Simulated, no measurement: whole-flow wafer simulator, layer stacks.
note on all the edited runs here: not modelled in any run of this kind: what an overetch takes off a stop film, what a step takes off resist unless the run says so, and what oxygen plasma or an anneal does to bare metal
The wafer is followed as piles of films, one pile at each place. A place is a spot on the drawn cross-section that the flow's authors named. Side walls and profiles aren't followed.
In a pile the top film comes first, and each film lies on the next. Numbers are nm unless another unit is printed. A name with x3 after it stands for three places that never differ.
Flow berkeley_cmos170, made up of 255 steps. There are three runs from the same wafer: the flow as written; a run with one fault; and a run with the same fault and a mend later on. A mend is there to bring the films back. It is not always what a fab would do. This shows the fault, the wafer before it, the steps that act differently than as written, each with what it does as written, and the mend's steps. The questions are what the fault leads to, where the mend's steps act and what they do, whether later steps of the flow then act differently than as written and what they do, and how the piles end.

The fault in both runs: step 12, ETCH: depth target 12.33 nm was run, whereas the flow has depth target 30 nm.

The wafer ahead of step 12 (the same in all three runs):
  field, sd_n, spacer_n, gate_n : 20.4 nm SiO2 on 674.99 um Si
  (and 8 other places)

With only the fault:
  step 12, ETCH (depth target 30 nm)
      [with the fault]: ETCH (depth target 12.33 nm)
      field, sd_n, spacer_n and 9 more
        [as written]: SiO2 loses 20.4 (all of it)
        [with the fault]: SiO2 loses 12.3
  Steps further on in the flow that do not act as written:
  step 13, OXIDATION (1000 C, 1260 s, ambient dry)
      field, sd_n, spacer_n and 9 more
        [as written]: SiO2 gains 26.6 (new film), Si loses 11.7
        [with the fault]: SiO2 gains 20.7, Si loses 9.1
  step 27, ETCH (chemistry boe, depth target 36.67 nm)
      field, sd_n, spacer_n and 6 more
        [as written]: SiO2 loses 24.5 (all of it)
        [with the fault]: SiO2 loses 26.7 (all of it)
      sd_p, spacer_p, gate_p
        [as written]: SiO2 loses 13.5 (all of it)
        [with the fault]: SiO2 loses 15.7 (all of it)
  The piles end only slightly different from the flow's at the places that both follow, by no more than 2% or 0.5 nm, whichever is larger.

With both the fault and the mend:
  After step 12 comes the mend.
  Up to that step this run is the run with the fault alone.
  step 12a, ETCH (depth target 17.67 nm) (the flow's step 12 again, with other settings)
      field, sd_n, spacer_n and 9 more
        SiO2 loses 8.09 (all of it)
  Every later step of the flow that is run acts as written at every place that is followed.
  The piles end the same as the flow's at every place that both follow.
